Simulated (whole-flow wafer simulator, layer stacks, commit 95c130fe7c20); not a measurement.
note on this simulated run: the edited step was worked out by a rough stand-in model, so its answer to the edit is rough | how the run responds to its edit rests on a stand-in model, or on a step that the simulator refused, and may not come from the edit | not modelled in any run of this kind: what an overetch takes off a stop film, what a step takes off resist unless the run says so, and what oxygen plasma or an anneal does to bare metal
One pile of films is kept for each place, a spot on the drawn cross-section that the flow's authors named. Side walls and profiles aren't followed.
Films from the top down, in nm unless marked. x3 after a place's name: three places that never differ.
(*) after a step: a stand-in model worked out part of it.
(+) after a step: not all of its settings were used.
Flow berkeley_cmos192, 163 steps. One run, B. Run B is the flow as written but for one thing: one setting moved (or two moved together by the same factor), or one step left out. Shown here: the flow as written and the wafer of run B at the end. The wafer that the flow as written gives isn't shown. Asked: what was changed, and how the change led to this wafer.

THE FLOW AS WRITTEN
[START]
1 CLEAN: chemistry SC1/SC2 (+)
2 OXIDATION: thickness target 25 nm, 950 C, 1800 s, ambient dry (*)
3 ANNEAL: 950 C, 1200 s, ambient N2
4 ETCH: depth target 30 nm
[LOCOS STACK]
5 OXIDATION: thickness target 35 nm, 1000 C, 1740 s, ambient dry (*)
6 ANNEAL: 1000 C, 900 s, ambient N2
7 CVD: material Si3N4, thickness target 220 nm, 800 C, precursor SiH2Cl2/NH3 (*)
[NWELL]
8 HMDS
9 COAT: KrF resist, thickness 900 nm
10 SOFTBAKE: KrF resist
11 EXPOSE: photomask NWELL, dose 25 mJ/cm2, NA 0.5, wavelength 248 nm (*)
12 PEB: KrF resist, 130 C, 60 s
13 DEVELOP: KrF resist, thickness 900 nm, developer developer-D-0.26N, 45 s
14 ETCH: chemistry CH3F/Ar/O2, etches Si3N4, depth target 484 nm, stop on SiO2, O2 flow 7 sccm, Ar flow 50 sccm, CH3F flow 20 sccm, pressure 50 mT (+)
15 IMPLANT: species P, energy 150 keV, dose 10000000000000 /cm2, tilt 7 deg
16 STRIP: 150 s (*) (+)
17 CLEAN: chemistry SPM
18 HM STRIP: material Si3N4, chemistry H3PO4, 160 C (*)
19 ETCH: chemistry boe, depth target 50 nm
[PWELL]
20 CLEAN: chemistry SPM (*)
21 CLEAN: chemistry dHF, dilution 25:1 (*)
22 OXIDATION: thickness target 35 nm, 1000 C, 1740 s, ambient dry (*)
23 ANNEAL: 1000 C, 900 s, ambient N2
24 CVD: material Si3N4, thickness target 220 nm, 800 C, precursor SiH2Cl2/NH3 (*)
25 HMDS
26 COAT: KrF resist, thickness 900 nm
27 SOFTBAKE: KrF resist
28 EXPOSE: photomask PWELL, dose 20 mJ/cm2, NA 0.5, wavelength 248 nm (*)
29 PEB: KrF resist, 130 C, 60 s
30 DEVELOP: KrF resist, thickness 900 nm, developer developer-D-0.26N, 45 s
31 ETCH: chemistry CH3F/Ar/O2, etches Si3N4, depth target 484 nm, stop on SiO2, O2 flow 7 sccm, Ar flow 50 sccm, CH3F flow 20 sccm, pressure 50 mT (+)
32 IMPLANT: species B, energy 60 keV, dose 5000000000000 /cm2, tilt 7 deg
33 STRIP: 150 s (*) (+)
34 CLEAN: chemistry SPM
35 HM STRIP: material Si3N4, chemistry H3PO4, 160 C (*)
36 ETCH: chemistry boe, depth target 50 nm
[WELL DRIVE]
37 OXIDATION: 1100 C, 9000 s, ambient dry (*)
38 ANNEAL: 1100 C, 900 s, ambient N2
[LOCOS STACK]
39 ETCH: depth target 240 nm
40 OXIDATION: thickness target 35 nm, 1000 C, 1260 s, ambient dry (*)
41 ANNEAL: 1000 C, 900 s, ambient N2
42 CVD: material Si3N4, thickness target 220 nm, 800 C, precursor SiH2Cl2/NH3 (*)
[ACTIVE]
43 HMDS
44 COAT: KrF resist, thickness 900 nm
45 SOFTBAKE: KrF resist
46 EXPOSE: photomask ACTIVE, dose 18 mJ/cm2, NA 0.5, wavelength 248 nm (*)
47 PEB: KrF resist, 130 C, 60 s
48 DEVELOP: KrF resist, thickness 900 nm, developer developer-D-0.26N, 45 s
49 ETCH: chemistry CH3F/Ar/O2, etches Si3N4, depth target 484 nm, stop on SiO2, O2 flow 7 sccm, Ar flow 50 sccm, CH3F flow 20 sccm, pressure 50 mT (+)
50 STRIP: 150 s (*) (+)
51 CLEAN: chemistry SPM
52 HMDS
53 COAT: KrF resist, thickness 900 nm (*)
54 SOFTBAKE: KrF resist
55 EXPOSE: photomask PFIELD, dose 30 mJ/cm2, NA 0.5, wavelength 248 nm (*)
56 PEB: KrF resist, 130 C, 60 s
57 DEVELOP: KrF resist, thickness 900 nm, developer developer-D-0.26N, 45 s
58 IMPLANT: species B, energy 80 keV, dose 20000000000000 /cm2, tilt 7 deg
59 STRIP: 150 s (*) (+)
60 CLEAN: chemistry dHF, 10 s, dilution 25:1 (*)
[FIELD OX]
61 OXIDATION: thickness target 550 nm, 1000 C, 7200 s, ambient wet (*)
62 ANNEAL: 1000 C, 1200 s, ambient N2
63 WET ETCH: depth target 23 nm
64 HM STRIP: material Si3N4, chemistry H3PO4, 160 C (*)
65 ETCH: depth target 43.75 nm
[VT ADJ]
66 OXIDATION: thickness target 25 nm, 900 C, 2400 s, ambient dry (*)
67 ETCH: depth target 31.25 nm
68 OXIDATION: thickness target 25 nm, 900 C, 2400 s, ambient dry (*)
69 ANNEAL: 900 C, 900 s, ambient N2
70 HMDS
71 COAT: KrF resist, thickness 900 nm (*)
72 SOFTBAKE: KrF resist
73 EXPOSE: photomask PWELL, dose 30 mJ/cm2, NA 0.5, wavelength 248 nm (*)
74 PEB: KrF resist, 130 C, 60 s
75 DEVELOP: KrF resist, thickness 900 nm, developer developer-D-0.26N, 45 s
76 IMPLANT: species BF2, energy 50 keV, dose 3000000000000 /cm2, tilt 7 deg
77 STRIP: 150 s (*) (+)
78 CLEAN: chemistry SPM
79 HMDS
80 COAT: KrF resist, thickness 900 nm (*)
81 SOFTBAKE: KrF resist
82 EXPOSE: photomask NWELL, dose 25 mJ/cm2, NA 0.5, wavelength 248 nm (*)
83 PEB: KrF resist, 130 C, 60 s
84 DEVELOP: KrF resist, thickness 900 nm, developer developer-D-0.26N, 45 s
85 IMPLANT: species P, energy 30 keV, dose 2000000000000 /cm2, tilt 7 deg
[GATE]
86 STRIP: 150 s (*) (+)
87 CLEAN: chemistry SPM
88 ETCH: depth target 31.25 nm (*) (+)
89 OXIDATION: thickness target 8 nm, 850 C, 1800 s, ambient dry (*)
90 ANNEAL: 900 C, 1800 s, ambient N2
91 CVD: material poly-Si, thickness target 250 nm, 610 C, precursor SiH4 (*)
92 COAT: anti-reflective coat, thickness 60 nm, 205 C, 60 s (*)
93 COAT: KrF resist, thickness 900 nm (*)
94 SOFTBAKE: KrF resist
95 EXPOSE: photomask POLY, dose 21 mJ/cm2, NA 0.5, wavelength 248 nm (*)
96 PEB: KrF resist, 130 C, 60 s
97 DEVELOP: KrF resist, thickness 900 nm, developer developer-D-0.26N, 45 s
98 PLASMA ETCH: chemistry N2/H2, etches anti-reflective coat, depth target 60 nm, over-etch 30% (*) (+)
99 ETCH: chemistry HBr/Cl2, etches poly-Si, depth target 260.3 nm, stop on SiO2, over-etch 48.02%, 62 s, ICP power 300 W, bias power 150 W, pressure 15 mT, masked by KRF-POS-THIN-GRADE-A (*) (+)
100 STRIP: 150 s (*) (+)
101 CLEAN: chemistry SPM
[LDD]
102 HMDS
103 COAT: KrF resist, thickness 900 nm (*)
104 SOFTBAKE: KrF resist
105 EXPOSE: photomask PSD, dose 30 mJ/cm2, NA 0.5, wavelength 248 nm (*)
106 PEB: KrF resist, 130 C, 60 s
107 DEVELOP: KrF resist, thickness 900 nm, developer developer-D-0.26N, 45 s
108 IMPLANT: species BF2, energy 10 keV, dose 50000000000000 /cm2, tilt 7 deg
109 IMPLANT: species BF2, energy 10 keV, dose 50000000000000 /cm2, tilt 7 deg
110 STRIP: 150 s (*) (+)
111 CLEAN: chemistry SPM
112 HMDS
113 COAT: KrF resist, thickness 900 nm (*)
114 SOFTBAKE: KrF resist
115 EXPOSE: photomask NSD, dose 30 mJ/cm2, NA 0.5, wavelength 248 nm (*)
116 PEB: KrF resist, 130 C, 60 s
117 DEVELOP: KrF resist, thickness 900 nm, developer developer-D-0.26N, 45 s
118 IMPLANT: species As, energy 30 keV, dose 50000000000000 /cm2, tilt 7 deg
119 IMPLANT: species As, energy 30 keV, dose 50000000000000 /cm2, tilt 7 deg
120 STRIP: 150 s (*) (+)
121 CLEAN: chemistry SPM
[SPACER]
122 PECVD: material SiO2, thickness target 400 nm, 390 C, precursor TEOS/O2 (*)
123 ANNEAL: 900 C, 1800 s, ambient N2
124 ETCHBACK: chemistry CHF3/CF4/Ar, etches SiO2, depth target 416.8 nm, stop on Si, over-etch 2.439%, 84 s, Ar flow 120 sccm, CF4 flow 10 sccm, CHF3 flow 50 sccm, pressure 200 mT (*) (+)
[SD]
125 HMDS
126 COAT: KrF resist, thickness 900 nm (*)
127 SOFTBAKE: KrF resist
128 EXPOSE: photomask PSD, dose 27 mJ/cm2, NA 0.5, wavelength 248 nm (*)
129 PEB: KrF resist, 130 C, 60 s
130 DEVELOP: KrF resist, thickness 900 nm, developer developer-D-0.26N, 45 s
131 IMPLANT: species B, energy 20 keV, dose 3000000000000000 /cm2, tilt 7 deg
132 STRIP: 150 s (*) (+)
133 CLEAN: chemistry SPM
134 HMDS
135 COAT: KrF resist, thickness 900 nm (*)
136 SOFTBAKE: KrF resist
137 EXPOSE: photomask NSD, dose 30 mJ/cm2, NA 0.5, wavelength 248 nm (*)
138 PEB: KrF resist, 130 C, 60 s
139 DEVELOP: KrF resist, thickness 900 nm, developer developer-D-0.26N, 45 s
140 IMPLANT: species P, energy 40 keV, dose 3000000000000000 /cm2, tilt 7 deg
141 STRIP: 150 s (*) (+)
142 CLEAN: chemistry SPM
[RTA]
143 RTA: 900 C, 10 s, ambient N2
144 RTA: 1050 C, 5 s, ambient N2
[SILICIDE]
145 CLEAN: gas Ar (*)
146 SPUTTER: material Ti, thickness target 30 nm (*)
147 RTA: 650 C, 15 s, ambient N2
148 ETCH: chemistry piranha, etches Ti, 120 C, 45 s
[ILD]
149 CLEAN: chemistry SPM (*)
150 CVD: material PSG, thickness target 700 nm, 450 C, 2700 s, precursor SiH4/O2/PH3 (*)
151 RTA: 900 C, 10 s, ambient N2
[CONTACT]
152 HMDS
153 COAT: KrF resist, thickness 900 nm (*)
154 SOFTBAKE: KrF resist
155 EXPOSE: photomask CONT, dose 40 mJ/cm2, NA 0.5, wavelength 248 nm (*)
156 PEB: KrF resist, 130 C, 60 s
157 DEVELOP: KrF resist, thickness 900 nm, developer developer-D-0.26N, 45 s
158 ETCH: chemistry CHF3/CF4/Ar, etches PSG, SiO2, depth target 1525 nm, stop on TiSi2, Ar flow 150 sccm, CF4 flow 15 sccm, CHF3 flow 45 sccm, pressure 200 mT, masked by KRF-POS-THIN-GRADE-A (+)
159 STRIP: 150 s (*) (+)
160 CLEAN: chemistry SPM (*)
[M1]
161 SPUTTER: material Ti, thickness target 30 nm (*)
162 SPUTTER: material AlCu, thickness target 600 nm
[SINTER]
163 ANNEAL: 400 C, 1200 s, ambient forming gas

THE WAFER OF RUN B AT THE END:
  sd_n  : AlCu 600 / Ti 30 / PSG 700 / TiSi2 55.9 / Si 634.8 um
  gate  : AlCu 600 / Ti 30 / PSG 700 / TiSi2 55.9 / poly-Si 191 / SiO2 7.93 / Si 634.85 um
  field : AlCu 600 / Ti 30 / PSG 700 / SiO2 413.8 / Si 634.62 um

The cause: step 88, ETCH: depth target 12.5 nm was run, where the flow has depth target 31.25 nm.

How the change led to this, step by step:
  88 ETCH: depth target 31.25 nm (*) (+)
      sd_n, spacer_n, gate, sd_p, spacer_p, gate_p, contact, m1: SiO2 -12.5 (as written it would be: SiO2 -14.9 (all of it))
      field: SiO2 -12.5 (as written it would be: SiO2 -31.2)
  89 OXIDATION: thickness target 8 nm, 850 C, 1800 s, ambient dry (*)
      sd_n, spacer_n, gate, sd_p, spacer_p, gate_p, contact, m1: SiO2 +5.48, Si -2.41 (as written it would be: SiO2 +7.48 (new film), Si -3.29)
  92 COAT: anti-reflective coat, thickness 60 nm, 205 C, 60 s (*)
      sd_n: anti-reflective coat +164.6 (new film) (as written it would be: anti-reflective coat +152.4 (new film))
      spacer_n: anti-reflective coat +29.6 (new film) (as written it would be: anti-reflective coat +33.8 (new film))
      (and at 6 more places)
  98 PLASMA ETCH: chemistry N2/H2, etches anti-reflective coat, depth target 60 nm, over-etch 30% (*) (+)
      sd_n: anti-reflective coat -164.6 (all of it), poly-Si -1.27 (as written it would be: anti-reflective coat -152.4 (all of it), poly-Si -1.17)
      spacer_n: anti-reflective coat -29.6 (all of it), poly-Si -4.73 (as written it would be: anti-reflective coat -33.8 (all of it), poly-Si -4.21)
      (and at 4 more places)
  100 STRIP: 150 s (*) (+)
      gate: chemical SiO2 +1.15 (new film), KrF resist -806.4 (all of it), anti-reflective coat -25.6 (all of it), poly-Si -0.51 (as written it would be: chemical SiO2 +1.15 (new film), KrF resist -791.8 (all of it), anti-reflective coat -30 (all of it), poly-Si -0.51)
      gate_p: chemical SiO2 +1.15 (new film), KrF resist -774.6 (all of it), anti-reflective coat -28 (all of it), poly-Si -0.51 (as written it would be: chemical SiO2 +1.15 (new film), KrF resist -765.1 (all of it), anti-reflective coat -31 (all of it), poly-Si -0.51)
  147 RTA: 650 C, 15 s, ambient N2
      sd_p: Ti -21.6, TiSi first +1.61 (new film), TiSi2 C49 +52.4 (new film), Si -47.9 (as written it would be: Ti -21.9, TiSi first +2.35 (new film), TiSi2 C49 +52.1 (new film), Si -48.1)
  151 RTA: 900 C, 10 s, ambient N2
      sd_p: under 1 film: TiSi2 +51.5 (new film), TiSi first -1.51 (all of it), TiSi2 C49 -52.4 (all of it), Si -1 (as written it would be: under 1 film: TiSi2 +52.2 (new film), TiSi first -2.25 (all of it), TiSi2 C49 -52.1 (all of it), Si -1.5)
